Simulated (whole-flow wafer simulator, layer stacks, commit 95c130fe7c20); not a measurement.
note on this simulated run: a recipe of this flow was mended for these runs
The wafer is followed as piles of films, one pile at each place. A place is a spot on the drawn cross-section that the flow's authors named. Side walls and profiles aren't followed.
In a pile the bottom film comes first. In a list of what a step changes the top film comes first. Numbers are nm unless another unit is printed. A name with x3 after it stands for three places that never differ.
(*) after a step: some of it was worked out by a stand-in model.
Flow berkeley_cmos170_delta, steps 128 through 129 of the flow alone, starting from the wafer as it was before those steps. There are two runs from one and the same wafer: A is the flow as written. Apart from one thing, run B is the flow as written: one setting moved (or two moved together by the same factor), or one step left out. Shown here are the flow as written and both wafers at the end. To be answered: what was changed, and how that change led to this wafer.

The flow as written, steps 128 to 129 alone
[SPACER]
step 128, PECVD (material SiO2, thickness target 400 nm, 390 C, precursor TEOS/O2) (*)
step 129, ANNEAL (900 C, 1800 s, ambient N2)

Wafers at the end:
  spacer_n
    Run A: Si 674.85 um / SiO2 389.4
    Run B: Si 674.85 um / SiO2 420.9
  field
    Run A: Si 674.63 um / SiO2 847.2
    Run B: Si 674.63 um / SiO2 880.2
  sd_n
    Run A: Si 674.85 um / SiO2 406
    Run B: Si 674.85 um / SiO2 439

What caused this: step 128, PECVD: thickness target 433 nm was run, whereas the flow has thickness target 400 nm.

The path from the change to this, step by step:
  step 128, PECVD (material SiO2, thickness target 400 nm, 390 C, precursor TEOS/O2) (*)
      field, sd_n, contact, m1: A SiO2 gains 400 | B SiO2 gains 433
      spacer_n, sd_p, spacer_p: A SiO2 gains 383.7 | B SiO2 gains 415.2
      (also at 2 further places)
